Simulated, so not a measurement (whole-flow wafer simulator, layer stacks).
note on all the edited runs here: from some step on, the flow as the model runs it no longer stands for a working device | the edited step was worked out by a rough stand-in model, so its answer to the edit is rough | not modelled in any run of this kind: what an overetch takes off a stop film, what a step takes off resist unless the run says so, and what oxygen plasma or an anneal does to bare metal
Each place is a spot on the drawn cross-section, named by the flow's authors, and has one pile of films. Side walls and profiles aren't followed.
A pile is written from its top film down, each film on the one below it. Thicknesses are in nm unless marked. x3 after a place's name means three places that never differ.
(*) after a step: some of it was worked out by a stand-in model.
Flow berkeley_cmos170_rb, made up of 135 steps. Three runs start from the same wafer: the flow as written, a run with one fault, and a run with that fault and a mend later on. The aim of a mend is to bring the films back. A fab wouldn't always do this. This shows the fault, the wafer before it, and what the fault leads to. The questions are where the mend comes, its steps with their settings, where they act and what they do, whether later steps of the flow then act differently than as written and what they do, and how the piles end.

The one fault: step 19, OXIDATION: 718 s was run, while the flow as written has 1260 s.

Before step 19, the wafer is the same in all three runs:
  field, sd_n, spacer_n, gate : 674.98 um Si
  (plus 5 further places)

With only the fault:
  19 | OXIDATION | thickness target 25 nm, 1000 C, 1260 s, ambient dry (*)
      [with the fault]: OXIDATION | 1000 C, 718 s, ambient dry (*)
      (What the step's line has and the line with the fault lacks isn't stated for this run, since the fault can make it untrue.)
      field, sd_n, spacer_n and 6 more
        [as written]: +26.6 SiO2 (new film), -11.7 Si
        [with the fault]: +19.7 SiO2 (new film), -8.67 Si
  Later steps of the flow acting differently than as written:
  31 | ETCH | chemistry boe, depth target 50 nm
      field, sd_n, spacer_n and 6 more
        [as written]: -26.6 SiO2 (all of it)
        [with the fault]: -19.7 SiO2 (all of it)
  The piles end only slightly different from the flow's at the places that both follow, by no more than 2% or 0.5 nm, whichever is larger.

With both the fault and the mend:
  After step 20 comes the mend.
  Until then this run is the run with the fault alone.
  20a | OXIDATION | 1000 C, 452 s, ambient dry (*) (the flow's step 19, run once more with other settings)
      field, sd_n, spacer_n and 6 more
        +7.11 SiO2, -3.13 Si
  Every later step of the flow that is run acts as written, at every place that is followed, to within 2% or 0.5 nm, whichever is larger.
  The piles end only slightly different from the flow's at the places that both follow, by no more than 2% or 0.5 nm, whichever is larger.
